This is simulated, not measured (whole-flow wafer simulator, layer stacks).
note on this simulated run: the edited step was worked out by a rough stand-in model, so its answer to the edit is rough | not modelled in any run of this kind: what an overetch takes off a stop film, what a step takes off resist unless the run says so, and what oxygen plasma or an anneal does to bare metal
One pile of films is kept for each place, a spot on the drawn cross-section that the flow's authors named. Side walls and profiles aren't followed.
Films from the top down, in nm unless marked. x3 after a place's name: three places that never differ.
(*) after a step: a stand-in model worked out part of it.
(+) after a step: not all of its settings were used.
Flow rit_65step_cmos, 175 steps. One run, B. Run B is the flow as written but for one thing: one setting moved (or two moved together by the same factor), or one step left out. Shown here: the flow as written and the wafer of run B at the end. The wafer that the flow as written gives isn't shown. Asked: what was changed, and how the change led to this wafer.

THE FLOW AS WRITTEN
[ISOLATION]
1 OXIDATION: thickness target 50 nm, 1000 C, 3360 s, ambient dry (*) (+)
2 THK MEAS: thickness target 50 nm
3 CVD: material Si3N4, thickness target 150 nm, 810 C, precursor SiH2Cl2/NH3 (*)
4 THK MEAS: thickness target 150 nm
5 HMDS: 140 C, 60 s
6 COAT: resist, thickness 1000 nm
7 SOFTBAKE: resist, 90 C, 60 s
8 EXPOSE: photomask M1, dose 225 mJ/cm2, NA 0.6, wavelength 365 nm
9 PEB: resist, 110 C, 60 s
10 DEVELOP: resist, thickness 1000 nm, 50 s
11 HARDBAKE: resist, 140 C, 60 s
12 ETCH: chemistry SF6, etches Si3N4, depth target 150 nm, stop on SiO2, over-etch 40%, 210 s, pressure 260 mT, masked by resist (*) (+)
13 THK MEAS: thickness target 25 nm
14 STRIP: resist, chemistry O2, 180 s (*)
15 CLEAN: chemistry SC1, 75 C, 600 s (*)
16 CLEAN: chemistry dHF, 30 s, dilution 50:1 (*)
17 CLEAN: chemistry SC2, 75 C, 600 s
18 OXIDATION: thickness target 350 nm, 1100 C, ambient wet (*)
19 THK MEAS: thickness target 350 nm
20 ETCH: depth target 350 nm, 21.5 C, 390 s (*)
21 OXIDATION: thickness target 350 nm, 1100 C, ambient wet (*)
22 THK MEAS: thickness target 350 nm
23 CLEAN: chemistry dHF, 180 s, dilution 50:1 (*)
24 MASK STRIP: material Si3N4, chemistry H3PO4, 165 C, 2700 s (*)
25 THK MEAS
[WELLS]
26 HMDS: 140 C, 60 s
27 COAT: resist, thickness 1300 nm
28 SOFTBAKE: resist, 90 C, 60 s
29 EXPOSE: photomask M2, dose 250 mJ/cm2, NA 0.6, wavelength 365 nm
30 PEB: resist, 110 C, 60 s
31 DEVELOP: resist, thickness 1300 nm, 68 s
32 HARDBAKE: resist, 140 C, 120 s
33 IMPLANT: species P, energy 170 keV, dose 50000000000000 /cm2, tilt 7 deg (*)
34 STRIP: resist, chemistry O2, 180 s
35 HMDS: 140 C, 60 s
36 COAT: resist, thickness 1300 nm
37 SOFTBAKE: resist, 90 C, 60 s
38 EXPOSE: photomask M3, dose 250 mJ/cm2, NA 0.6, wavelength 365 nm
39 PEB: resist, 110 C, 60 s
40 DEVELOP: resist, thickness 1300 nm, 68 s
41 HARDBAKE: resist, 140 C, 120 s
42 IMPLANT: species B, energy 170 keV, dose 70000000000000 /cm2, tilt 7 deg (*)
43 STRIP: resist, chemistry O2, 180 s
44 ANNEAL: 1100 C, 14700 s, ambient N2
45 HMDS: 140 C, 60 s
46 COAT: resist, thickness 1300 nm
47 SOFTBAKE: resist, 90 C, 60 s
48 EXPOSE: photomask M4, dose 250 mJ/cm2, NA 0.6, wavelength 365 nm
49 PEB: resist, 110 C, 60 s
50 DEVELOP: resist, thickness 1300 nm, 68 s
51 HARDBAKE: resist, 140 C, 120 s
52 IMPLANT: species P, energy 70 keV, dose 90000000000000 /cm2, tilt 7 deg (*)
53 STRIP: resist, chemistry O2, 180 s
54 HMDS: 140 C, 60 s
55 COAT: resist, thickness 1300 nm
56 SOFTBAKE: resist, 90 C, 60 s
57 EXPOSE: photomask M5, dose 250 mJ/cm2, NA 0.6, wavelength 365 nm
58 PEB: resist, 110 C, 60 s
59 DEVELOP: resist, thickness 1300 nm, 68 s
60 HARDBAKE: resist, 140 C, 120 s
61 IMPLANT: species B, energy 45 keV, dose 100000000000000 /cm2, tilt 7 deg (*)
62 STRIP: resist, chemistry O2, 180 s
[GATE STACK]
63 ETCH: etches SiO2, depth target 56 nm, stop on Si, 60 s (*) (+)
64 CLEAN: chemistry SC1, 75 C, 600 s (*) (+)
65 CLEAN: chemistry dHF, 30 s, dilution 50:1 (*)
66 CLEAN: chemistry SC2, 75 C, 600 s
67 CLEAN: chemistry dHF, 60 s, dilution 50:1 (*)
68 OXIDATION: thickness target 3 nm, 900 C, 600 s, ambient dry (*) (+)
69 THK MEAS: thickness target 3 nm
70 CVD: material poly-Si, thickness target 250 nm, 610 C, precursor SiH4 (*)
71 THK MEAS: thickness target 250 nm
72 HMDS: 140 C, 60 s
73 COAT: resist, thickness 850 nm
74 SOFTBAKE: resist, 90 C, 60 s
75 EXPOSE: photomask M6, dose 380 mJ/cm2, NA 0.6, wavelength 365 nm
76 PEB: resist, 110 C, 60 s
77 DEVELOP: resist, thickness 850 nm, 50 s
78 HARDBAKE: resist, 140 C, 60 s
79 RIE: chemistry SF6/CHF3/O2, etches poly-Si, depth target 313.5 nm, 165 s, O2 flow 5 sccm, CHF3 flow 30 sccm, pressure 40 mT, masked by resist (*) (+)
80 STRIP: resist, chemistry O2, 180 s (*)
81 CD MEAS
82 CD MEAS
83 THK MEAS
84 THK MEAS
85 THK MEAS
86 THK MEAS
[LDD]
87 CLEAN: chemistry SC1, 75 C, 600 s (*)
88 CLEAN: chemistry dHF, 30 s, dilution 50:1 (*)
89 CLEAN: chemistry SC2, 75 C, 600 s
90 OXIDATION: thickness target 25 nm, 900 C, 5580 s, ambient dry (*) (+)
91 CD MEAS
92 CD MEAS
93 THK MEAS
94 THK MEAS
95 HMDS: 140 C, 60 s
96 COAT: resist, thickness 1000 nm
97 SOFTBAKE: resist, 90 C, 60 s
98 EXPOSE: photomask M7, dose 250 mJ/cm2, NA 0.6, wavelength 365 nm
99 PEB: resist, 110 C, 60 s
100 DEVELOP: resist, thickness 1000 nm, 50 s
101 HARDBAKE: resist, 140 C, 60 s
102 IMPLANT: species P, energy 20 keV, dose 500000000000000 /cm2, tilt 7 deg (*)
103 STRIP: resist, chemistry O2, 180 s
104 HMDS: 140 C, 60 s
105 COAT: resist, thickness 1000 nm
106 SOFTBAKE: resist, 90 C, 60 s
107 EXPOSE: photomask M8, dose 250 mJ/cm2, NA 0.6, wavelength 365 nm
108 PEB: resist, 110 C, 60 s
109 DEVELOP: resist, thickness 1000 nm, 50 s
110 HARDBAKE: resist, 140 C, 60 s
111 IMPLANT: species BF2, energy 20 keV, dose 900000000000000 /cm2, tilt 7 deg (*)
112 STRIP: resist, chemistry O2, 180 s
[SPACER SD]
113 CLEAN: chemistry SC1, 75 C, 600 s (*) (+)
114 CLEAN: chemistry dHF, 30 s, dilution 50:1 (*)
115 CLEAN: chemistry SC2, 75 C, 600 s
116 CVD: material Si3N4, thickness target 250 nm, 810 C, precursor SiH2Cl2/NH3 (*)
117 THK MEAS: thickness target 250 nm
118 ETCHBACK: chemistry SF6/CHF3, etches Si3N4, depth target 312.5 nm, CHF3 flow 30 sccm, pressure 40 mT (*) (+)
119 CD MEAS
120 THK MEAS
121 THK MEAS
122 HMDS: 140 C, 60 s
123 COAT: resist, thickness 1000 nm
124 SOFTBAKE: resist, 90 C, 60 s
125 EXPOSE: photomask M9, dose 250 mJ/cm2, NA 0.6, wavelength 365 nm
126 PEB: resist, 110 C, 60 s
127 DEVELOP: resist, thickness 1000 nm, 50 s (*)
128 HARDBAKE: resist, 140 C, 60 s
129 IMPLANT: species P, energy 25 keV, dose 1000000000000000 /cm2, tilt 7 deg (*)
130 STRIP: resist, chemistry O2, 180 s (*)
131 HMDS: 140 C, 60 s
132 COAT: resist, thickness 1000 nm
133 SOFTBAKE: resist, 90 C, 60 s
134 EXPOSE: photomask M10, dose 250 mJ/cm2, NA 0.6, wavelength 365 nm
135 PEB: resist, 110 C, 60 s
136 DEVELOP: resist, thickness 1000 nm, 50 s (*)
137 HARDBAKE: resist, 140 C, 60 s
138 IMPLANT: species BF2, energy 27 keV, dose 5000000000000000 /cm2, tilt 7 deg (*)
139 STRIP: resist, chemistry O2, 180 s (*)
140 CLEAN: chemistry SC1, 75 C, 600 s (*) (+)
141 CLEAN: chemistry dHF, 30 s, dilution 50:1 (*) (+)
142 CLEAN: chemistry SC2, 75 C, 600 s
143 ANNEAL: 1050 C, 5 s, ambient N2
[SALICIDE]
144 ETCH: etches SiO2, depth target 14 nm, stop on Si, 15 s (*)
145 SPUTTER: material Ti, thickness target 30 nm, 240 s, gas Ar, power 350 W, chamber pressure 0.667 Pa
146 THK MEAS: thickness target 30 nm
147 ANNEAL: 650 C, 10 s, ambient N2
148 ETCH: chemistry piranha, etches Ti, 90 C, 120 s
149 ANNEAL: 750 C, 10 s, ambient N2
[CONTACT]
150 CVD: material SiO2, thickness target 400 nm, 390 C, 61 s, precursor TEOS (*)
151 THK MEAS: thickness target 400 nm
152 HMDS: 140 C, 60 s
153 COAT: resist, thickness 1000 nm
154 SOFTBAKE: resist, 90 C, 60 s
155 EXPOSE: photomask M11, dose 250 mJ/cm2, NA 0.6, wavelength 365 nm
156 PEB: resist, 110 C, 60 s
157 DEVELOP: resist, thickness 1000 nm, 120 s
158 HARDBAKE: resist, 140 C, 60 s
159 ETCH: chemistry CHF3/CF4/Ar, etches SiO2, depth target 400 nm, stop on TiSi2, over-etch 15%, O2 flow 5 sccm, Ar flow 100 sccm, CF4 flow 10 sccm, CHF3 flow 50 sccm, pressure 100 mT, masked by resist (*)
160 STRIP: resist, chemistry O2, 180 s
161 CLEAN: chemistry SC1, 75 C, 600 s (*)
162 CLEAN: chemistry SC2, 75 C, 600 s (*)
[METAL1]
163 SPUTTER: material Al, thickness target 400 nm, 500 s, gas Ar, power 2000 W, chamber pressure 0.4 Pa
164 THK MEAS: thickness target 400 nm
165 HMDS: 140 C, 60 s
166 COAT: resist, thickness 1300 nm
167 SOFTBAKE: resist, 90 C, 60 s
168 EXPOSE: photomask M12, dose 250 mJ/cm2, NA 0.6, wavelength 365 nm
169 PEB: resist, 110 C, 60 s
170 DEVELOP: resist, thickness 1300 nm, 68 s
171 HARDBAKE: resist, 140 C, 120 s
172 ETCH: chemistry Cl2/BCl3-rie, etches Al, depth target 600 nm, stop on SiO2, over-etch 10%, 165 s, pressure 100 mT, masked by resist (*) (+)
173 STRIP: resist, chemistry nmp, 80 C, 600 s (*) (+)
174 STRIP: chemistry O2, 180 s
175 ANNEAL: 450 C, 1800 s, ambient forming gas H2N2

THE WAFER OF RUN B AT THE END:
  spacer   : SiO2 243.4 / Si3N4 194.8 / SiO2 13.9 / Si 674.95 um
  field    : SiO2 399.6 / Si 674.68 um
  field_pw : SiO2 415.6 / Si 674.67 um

The cause: step 150, CVD: thickness target 280 nm was run, where the flow has thickness target 400 nm.

How the change led to this, step by step:
  150 CVD: material SiO2, thickness target 400 nm, 390 C, 61 s, precursor TEOS (*)
      field, field_pw, field_nw, field_p: SiO2 +280 (as written it would be: SiO2 +400)
      spacer, spacer_p: SiO2 +280 (new film) (as written it would be: SiO2 +400 (new film))
      (and at 2 more places)
  159 ETCH: chemistry CHF3/CF4/Ar, etches SiO2, depth target 400 nm, stop on TiSi2, over-etch 15%, O2 flow 5 sccm, Ar flow 100 sccm, CF4 flow 10 sccm, CHF3 flow 50 sccm, pressure 100 mT, masked by resist (*)
      field, field_pw, field_nw, field_p, gate_n, gate_p, spacer, spacer_p: resist -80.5 (as written it would be: resist -115)
  160 STRIP: resist, chemistry O2, 180 s
      field: resist -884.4 (all of it) (as written it would be: resist -851 (all of it))
      field_pw: resist -853.9 (all of it) (as written it would be: resist -820.1 (all of it))
      (and at 6 more places)
  172 ETCH: chemistry Cl2/BCl3-rie, etches Al, depth target 600 nm, stop on SiO2, over-etch 10%, 165 s, pressure 100 mT, masked by resist (*) (+)
      gate_n, gate_p: Al -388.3 (all of it), SiO2 -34 (as written it would be: Al -396 (all of it), SiO2 -33)
